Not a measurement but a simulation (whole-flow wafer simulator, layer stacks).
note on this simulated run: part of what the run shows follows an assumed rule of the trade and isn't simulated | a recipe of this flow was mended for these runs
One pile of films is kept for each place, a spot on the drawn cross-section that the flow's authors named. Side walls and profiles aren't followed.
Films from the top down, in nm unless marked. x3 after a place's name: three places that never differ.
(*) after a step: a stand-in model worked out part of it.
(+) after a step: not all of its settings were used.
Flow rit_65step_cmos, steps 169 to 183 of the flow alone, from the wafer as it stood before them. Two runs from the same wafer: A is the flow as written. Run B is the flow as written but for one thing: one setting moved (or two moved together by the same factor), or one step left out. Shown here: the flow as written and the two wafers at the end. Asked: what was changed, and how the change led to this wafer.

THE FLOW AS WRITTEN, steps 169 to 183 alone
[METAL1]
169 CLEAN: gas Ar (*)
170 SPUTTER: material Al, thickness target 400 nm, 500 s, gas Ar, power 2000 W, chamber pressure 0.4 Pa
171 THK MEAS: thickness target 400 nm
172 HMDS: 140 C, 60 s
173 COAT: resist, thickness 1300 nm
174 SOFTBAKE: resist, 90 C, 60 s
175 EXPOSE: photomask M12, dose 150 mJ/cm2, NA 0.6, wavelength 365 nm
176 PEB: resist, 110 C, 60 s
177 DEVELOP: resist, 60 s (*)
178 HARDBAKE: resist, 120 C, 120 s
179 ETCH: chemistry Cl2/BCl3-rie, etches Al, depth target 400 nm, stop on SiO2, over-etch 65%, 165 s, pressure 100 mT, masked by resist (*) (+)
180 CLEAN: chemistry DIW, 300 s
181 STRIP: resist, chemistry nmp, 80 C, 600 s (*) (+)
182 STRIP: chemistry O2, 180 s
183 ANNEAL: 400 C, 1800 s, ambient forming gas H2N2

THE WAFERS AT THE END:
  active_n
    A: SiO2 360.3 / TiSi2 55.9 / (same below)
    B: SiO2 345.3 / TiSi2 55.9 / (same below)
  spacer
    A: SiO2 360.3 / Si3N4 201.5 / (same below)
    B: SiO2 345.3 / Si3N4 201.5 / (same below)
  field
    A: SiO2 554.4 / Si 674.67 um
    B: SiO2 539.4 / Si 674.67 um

The cause: step 170, SPUTTER: 350 s was run, where the flow has 500 s.

How the change led to this, step by step:
  170 SPUTTER: material Al, thickness target 400 nm, 500 s, gas Ar, power 2000 W, chamber pressure 0.4 Pa
      field, field_pw, field_nw and 10 more: A Al +400 (new film) | B Al +280 (new film)
      contact: A Al +255.4 (new film) | B Al +183.2 (new film)
  173 COAT: resist, thickness 1300 nm
      contact: A resist +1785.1 (new film) | B resist +1737 (new film)
  176 PEB: resist, 110 C, 60 s
      contact: A resist -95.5 | B resist -92.8
  178 HARDBAKE: resist, 120 C, 120 s
      contact: A resist -62.1 | B resist -60.3
  179 ETCH: chemistry Cl2/BCl3-rie, etches Al, depth target 400 nm, stop on SiO2, over-etch 65%, 165 s, pressure 100 mT, masked by resist (*) (+)
      field, field_pw, field_nw and 9 more: A Al -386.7 (all of it), SiO2 -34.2 | B Al -266.7 (all of it), SiO2 -49.2
  181 STRIP: resist, chemistry nmp, 80 C, 600 s (*) (+)
      contact: A resist -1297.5 (all of it) | B resist -1254 (all of it)
